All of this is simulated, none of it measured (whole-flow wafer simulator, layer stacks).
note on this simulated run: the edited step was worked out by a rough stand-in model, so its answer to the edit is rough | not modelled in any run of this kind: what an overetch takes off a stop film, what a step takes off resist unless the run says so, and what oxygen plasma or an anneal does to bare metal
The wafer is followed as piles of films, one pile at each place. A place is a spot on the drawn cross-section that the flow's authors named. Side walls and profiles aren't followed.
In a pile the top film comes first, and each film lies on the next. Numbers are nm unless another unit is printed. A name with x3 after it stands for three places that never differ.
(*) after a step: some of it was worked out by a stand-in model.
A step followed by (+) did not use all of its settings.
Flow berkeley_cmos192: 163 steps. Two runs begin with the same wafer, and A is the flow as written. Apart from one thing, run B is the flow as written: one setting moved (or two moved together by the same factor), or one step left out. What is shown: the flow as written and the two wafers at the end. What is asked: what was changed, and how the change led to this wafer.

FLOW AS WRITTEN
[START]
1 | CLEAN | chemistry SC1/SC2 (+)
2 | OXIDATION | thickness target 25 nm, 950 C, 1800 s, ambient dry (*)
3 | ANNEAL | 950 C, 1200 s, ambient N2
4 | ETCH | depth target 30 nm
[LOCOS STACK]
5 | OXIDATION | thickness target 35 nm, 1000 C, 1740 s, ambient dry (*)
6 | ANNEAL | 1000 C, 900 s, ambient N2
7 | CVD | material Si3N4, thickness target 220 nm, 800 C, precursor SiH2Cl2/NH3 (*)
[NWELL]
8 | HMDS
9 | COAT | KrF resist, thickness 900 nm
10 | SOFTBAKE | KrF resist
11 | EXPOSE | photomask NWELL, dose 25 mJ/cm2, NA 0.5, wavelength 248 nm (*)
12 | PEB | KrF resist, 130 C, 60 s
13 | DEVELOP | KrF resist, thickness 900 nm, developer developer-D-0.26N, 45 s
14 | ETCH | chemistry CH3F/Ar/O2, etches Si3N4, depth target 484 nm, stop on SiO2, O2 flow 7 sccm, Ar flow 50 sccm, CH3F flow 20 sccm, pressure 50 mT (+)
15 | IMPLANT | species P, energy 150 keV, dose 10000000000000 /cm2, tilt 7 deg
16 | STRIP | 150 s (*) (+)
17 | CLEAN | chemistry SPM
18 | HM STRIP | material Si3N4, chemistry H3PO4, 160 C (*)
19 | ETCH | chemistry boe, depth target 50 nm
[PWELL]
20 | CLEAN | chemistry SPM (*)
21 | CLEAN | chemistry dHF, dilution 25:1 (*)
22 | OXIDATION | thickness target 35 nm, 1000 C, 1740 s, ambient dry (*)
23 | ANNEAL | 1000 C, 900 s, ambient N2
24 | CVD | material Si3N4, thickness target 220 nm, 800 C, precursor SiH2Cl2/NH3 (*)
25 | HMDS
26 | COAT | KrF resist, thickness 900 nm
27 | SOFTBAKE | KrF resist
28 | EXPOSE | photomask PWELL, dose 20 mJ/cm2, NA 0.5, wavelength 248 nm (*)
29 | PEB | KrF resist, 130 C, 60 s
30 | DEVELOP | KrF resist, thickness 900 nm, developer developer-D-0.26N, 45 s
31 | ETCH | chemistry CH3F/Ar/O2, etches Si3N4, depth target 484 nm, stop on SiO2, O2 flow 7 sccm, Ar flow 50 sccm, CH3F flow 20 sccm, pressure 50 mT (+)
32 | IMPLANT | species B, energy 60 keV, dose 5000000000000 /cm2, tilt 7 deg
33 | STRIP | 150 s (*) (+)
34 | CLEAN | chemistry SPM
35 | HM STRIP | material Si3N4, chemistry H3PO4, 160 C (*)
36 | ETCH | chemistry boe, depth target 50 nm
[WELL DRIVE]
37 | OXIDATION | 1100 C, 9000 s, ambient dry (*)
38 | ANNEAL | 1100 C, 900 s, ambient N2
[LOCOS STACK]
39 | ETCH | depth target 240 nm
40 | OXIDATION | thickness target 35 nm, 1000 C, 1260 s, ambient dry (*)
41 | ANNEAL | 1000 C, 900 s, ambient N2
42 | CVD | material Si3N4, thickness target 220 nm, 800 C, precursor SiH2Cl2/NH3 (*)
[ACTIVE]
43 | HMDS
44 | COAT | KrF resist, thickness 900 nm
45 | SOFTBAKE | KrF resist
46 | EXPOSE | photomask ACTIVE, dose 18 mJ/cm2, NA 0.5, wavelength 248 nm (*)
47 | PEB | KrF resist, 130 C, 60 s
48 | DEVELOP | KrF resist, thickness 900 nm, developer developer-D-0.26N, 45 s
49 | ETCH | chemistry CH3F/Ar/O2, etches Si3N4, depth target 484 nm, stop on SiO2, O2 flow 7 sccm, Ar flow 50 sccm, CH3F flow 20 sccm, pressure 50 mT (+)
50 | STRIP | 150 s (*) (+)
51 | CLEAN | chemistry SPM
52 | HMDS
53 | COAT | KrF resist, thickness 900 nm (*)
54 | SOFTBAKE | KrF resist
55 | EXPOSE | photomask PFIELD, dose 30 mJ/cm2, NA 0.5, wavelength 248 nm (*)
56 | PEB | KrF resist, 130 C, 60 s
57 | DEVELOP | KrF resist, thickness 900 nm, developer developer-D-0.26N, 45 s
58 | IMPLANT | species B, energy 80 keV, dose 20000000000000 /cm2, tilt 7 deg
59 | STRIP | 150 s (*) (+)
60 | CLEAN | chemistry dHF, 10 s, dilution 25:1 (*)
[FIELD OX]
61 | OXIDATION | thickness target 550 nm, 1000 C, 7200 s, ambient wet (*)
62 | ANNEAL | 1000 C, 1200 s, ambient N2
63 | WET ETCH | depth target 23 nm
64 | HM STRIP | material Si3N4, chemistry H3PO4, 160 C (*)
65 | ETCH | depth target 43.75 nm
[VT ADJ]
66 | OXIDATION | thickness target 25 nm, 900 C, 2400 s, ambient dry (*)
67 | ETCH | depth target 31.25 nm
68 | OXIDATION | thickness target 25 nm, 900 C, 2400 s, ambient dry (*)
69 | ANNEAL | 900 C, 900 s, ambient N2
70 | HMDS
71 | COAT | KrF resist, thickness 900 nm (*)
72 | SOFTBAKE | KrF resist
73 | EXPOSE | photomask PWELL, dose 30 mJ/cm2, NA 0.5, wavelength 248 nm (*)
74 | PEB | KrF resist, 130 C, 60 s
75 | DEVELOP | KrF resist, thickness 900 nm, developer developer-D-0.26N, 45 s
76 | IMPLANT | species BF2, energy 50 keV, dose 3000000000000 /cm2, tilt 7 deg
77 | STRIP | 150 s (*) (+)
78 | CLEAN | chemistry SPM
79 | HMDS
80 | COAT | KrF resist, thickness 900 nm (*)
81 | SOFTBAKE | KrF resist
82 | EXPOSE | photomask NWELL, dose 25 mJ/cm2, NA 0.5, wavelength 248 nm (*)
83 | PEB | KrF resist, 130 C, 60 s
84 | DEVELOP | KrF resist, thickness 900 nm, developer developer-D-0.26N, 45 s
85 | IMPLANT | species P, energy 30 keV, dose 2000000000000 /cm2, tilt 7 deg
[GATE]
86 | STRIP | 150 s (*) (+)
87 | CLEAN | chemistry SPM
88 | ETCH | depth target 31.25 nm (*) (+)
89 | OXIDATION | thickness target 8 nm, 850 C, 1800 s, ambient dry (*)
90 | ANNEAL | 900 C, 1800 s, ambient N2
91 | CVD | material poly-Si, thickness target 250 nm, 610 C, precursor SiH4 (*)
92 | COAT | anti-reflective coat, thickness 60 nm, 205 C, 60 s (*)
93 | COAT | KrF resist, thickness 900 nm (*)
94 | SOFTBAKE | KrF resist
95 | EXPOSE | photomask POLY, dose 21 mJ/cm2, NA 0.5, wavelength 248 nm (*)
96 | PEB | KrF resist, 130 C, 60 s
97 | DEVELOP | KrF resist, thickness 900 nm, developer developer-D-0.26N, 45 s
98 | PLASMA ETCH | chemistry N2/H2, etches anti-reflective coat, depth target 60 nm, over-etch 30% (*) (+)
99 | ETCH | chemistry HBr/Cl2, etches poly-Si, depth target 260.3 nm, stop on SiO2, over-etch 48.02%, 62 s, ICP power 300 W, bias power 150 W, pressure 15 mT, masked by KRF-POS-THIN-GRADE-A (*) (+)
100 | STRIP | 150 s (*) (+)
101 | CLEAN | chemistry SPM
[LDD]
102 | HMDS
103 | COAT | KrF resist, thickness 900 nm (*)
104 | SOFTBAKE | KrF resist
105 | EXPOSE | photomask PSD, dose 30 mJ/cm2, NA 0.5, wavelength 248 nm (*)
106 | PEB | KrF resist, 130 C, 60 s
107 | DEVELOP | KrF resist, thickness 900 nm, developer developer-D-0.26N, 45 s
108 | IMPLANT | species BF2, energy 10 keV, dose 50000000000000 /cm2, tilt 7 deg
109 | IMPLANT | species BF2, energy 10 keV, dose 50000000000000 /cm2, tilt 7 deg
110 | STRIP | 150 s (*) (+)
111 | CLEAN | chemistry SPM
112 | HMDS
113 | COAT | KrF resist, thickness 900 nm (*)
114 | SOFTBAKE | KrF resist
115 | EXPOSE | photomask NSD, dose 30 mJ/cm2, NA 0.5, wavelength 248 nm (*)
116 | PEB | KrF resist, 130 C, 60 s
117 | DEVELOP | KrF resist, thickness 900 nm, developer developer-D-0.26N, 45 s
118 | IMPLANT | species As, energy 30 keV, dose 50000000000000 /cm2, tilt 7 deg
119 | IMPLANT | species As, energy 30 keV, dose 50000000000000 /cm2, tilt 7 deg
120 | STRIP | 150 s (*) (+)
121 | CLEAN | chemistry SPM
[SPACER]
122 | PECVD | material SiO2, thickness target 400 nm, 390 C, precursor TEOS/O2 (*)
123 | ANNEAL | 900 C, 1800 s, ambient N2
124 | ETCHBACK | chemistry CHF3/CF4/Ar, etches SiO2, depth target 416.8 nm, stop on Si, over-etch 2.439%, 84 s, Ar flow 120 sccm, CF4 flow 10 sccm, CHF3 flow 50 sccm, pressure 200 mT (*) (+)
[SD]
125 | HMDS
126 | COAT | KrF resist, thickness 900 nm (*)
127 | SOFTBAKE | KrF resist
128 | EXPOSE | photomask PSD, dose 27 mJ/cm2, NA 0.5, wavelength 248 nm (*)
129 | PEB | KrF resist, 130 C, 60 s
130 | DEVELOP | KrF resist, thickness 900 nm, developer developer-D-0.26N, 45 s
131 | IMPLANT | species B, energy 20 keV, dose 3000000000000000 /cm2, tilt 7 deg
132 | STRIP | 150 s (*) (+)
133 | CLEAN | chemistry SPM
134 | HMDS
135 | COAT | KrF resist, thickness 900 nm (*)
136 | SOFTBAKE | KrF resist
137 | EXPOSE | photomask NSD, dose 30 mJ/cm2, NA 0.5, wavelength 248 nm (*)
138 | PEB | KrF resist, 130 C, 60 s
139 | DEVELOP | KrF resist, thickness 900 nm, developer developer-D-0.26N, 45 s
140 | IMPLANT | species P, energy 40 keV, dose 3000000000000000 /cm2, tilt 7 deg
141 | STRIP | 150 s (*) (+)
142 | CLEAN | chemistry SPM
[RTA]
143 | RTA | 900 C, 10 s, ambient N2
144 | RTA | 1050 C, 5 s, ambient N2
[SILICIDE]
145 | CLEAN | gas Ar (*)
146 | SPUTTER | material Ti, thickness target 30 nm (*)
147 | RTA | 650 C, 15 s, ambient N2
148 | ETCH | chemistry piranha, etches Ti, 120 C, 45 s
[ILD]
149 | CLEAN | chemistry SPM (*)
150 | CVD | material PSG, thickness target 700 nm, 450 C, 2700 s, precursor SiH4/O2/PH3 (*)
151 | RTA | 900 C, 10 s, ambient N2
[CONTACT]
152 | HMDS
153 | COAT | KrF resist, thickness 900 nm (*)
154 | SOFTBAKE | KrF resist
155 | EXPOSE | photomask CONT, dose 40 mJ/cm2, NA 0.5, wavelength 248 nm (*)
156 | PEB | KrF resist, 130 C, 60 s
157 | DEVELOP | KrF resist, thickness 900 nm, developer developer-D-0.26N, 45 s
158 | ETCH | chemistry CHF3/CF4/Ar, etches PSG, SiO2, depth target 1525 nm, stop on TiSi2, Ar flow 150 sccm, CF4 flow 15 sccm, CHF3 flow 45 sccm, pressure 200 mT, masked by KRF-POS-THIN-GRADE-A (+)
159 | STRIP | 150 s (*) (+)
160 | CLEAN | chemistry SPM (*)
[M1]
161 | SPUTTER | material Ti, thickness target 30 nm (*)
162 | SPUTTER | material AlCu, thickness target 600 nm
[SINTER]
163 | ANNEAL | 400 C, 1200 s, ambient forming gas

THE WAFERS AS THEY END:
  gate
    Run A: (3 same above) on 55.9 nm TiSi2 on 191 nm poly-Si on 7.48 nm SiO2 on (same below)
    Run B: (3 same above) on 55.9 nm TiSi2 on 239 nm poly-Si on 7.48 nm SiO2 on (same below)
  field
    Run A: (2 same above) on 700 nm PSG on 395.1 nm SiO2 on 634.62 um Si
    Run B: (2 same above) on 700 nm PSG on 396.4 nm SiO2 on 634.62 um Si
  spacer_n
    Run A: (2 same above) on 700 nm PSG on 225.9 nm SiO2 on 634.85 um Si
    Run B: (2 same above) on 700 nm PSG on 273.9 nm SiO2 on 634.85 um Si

The reason: step 91, CVD: thickness target 298 nm was run, though the flow has thickness target 250 nm.

Step by step, how the change led to this:
  91 | CVD | material poly-Si, thickness target 250 nm, 610 C, precursor SiH4 (*)
      field, sd_n, spacer_n and 6 more: A +250 poly-Si (new film) | B +298 poly-Si (new film)
  92 | COAT | anti-reflective coat, thickness 60 nm, 205 C, 60 s (*)
      contact: A +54 anti-reflective coat (new film) | B +55.2 anti-reflective coat (new film)
  98 | PLASMA ETCH | chemistry N2/H2, etches anti-reflective coat, depth target 60 nm, over-etch 30% (*) (+)
      contact: A -54 anti-reflective coat (all of it), -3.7 poly-Si | B -55.2 anti-reflective coat (all of it), -3.74 poly-Si
  99 | ETCH | chemistry HBr/Cl2, etches poly-Si, depth target 260.3 nm, stop on SiO2, over-etch 48.02%, 62 s, ICP power 300 W, bias power 150 W, pressure 15 mT, masked by KRF-POS-THIN-GRADE-A (*) (+)
      spacer_n, spacer_p: A -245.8 poly-Si (all of it), -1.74 SiO2 | B -293.7 poly-Si (all of it), -0.46 SiO2
      field: A -245.8 poly-Si (all of it), -1.74 SiO2 | B -293.8 poly-Si (all of it), -0.46 SiO2
      (and at 4 other places as well)
  103 | COAT | KrF resist, thickness 900 nm (*)
      gate: A +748 KrF resist (new film) | B +707.9 KrF resist (new film)
      gate_p: A +744.1 KrF resist (new film) | B +704 KrF resist (new film)
  107 | DEVELOP | KrF resist, thickness 900 nm, developer developer-D-0.26N, 45 s
      gate_p: A -742.9 KrF resist (all of it) | B -702.9 KrF resist (all of it)
  110 | STRIP | 150 s (*) (+)
      gate: A -732.7 KrF resist (all of it), +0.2 chemical SiO2, -0.09 poly-Si | B -692.6 KrF resist (all of it), +0.2 chemical SiO2, -0.09 poly-Si
  113 | COAT | KrF resist, thickness 900 nm (*)
      gate: A +747.9 KrF resist (new film) | B +707.8 KrF resist (new film)
      gate_p: A +743.9 KrF resist (new film) | B +703.8 KrF resist (new film)
  117 | DEVELOP | KrF resist, thickness 900 nm, developer developer-D-0.26N, 45 s
      gate: A -746.8 KrF resist (all of it) | B -706.7 KrF resist (all of it)
  120 | STRIP | 150 s (*) (+)
      gate_p: A -728.6 KrF resist (all of it), +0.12 chemical SiO2, -0.05 poly-Si | B -688.6 KrF resist (all of it), +0.12 chemical SiO2, -0.05 poly-Si
  124 | ETCHBACK | chemistry CHF3/CF4/Ar, etches SiO2, depth target 416.8 nm, stop on Si, over-etch 2.439%, 84 s, Ar flow 120 sccm, CF4 flow 10 sccm, CHF3 flow 50 sccm, pressure 200 mT (*) (+)
      spacer_n: A -160 SiO2 | B -113.2 SiO2
      spacer_p: A -159.9 SiO2 | B -113.2 SiO2
  126 | COAT | KrF resist, thickness 900 nm (*)
      spacer_n: A +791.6 KrF resist (new film) | B +756.4 KrF resist (new film)
      gate: A +771.5 KrF resist (new film) | B +737.1 KrF resist (new film)
      (and at 2 other places as well)
  130 | DEVELOP | KrF resist, thickness 900 nm, developer developer-D-0.26N, 45 s
      spacer_p: A -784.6 KrF resist (all of it) | B -749.6 KrF resist (all of it)
      gate_p: A -764.3 KrF resist (all of it) | B -730.1 KrF resist (all of it)
  132 | STRIP | 150 s (*) (+)
      spacer_n: A -776.1 KrF resist (all of it) | B -741 KrF resist (all of it)
      gate: A +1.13 chemical SiO2 (new film), -756.1 KrF resist (all of it), -0.5 poly-Si | B +1.13 chemical SiO2 (new film), -721.8 KrF resist (all of it), -0.5 poly-Si
  135 | COAT | KrF resist, thickness 900 nm (*)
      spacer_n: A +791.1 KrF resist (new film) | B +756.7 KrF resist (new film)
      gate: A +770.3 KrF resist (new film) | B +736.8 KrF resist (new film)
      (and at 2 other places as well)
  139 | DEVELOP | KrF resist, thickness 900 nm, developer developer-D-0.26N, 45 s
      spacer_n: A -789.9 KrF resist (all of it) | B -755.5 KrF resist (all of it)
      gate: A -769.1 KrF resist (all of it) | B -735.6 KrF resist (all of it)
  ... 2 other steps ...
  159 | STRIP | 150 s (*) (+)
      spacer_n: A -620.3 KrF resist (all of it) | B -594.7 KrF resist (all of it)
      gate: A -600.1 KrF resist (all of it) | B -577.6 KrF resist (all of it)
      (and at 2 other places as well)
